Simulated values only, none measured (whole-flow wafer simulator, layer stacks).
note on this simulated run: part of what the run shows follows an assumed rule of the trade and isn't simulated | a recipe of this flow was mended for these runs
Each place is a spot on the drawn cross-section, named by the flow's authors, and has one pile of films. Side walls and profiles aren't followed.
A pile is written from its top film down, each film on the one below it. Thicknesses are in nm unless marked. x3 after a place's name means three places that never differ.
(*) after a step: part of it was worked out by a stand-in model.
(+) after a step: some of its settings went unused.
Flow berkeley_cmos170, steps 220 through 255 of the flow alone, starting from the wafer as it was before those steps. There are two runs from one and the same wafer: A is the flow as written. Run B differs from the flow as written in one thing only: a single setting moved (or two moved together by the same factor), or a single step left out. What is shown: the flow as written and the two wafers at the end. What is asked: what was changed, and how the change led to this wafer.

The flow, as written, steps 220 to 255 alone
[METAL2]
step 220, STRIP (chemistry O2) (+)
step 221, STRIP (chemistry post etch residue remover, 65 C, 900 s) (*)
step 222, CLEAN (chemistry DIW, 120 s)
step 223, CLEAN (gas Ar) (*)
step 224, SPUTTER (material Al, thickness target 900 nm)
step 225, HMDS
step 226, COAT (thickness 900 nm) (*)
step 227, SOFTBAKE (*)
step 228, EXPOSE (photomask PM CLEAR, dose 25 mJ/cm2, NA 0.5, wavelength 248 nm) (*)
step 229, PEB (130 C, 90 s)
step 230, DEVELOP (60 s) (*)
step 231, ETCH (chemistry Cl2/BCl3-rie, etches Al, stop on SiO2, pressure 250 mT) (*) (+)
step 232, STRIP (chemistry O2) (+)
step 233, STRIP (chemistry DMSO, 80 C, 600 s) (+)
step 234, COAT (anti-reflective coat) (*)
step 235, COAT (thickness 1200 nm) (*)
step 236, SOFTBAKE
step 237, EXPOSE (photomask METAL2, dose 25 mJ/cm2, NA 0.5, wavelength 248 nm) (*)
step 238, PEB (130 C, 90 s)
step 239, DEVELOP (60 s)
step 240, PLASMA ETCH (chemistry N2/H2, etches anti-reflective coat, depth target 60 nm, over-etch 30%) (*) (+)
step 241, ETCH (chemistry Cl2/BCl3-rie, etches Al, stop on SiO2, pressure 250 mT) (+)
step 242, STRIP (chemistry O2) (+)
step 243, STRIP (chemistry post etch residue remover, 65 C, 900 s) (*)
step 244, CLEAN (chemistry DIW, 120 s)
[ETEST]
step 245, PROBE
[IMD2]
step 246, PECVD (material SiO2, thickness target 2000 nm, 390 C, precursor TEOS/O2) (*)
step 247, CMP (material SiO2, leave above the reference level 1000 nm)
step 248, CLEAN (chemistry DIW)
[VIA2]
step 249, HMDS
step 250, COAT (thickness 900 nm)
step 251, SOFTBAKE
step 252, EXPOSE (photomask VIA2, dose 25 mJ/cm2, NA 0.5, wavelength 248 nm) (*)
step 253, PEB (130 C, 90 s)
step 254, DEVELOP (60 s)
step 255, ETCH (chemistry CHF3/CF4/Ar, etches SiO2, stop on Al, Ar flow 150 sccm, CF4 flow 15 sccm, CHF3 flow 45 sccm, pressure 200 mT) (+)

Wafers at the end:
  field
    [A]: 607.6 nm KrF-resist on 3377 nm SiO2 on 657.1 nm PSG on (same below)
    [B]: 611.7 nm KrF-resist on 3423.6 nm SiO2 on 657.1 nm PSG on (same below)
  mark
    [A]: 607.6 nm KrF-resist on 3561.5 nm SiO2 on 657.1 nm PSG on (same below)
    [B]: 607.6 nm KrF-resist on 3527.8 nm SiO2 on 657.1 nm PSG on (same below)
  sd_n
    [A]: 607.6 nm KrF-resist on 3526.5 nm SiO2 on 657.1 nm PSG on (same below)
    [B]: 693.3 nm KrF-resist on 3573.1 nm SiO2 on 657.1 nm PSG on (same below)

Cause: step 224, SPUTTER: thickness target 1170 nm was run, while the flow as written has thickness target 900 nm.

How this came from the change, step by step:
  step 224, SPUTTER (material Al, thickness target 900 nm)
      field, mark, sd_n and 9 more: A +900 Al (new film) | B +1170 Al (new film)
      via1: A +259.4 Al | B +291.9 Al
  step 226, COAT (thickness 900 nm) (*)
      via1: A +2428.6 KrF-resist (new film) | B +2655.2 KrF-resist (new film)
  step 229, PEB (130 C, 90 s)
      via1: A -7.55 KrF-resist | B -9.21 KrF-resist
  step 231, ETCH (chemistry Cl2/BCl3-rie, etches Al, stop on SiO2, pressure 250 mT) (*) (+)
      field, sd_n, spacer_n and 9 more: A -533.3 KrF-resist | B -668.3 KrF-resist
      mark: A -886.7 Al (all of it), -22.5 SiO2 | B -1156.7 Al (all of it), -22.5 SiO2
  step 232, STRIP (chemistry O2) (+)
      field, gate_n: A -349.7 KrF-resist (all of it) | B -214.7 KrF-resist (all of it)
      spacer_p, gate_p: A -349.4 KrF-resist (all of it) | B -214.4 KrF-resist (all of it)
      (as well as at 8 more places)
  step 234, COAT (anti-reflective coat) (*)
      via1: A +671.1 anti-reflective coat (new film) | B +783.8 anti-reflective coat (new film)
  step 235, COAT (thickness 1200 nm) (*)
      m1: A +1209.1 KrF-resist (new film) | B +1176.4 KrF-resist (new film)
      via1: A +2189 KrF-resist (new film) | B +2270.4 KrF-resist (new film)
  step 238, PEB (130 C, 90 s)
      via1: A -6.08 KrF-resist | B -6.6 KrF-resist
  step 241, ETCH (chemistry Cl2/BCl3-rie, etches Al, stop on SiO2, pressure 250 mT) (+)
      field, sd_n, spacer_n, gate_n, sd_p, spacer_p, gate_p: A -900 Al (all of it), -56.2 SiO2 | B -1170 Al (all of it), -56.2 SiO2
      contact, m1, via1, m2, via2: A -675 KrF-resist | B -810 KrF-resist
      (as well as at 1 more place)
  step 242, STRIP (chemistry O2) (+)
      contact: A -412 KrF-resist (all of it), -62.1 anti-reflective coat (all of it) | B -269.3 KrF-resist (all of it), -62.1 anti-reflective coat (all of it)
      m1: A -433.1 KrF-resist (all of it), -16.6 anti-reflective coat (all of it) | B -265.6 KrF-resist (all of it), -16.6 anti-reflective coat (all of it)
      (as well as at 3 more places)
  step 246, PECVD (material SiO2, thickness target 2000 nm, 390 C, precursor TEOS/O2) (*)
      via1: A +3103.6 SiO2 (new film), +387 void (new film), +151 SiO2 (new film) | B +2330.3 SiO2 (new film), +1446 void (new film), +102.9 SiO2 (new film)
  step 247, CMP (material SiO2, leave above the reference level 1000 nm)
      field, sd_n, spacer_n, gate_n, sd_p, spacer_p, gate_p: A -46.6 SiO2 | B nothing
  step 250, COAT (thickness 900 nm)
      sd_n: A +900 KrF-resist (new film) | B +985.9 KrF-resist (new film)
      contact: A +900 KrF-resist (new film) | B +813 KrF-resist (new film)
      (as well as at 4 more places)
  step 254, DEVELOP (60 s)
      via2: A -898 KrF-resist (all of it) | B -807.1 KrF-resist (all of it)
